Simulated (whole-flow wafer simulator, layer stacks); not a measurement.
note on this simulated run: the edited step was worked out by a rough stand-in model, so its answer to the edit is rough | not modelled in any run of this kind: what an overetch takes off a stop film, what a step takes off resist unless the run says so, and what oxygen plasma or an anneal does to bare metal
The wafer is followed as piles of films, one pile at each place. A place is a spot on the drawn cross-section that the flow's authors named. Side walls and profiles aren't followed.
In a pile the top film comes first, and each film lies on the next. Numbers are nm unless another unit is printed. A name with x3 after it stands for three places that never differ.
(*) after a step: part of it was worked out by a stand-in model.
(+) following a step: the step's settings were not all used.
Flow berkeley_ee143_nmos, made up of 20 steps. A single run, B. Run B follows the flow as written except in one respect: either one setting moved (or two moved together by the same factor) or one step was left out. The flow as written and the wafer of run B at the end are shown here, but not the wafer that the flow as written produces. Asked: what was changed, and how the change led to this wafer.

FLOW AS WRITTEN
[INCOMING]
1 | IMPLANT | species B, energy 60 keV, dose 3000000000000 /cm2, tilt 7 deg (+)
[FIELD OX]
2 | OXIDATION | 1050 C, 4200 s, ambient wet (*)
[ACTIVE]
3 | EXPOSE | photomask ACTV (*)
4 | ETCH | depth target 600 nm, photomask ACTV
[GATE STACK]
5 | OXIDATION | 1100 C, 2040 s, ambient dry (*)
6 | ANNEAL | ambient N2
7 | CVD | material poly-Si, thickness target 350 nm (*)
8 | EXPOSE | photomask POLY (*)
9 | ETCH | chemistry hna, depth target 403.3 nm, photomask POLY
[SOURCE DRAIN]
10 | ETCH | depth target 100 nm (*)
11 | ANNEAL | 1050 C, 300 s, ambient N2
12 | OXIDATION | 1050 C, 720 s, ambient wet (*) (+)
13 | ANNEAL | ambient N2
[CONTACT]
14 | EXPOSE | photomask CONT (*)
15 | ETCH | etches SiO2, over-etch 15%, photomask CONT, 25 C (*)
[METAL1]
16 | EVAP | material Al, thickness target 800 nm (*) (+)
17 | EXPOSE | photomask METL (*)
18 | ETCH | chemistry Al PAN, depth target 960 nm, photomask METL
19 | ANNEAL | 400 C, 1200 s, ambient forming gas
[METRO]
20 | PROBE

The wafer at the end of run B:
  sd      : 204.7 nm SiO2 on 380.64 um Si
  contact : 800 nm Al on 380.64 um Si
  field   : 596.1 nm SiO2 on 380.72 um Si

Cause: step 10, ETCH: depth target 46 nm was run, while the flow as written has depth target 100 nm.

Step by step, how the change led to this:
  10 | ETCH | depth target 100 nm (*)
      sd, contact: SiO2 loses 46 (as written it would have been: SiO2 loses 79.7 (all of it))
      field: SiO2 loses 46 (as written it would have been: SiO2 loses 100)
  12 | OXIDATION | 1050 C, 720 s, ambient wet (*) (+)
      sd, contact: SiO2 gains 171, Si loses 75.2 (as written it would have been: SiO2 gains 189.4 (new film), Si loses 83.4)
      field: SiO2 gains 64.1, Si loses 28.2 (as written it would have been: SiO2 gains 69.1, Si loses 30.4)
  15 | ETCH | etches SiO2, over-etch 15%, photomask CONT, 25 C (*)
      contact: SiO2 loses 204.7 (all of it) (as written it would have been: SiO2 loses 189.4 (all of it))
